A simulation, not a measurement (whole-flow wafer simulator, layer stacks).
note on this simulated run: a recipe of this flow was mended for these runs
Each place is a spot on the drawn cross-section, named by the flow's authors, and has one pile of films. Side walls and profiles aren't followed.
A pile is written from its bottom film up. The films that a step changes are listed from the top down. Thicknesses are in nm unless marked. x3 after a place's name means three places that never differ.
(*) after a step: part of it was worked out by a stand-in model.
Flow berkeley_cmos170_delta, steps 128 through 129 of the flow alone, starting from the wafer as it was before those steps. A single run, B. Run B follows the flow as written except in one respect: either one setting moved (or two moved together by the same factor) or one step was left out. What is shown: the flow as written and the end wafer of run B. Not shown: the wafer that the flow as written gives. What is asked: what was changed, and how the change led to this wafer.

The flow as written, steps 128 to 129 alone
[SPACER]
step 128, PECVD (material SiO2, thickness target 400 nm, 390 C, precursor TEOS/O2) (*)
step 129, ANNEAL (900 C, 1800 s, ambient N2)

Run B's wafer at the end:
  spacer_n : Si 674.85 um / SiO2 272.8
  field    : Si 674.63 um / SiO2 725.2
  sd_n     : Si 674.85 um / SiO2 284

Cause: step 128, PECVD: thickness target 278 nm was run, whereas the flow has thickness target 400 nm.

Step by step, how the change led to this:
  step 128, PECVD (material SiO2, thickness target 400 nm, 390 C, precursor TEOS/O2) (*)
      field, sd_n, contact, m1: SiO2 gains 278 (it would be, as written: SiO2 gains 400)
      spacer_n, sd_p, spacer_p: SiO2 gains 267.1 (it would be, as written: SiO2 gains 383.7)
      (and at 2 other places as well)
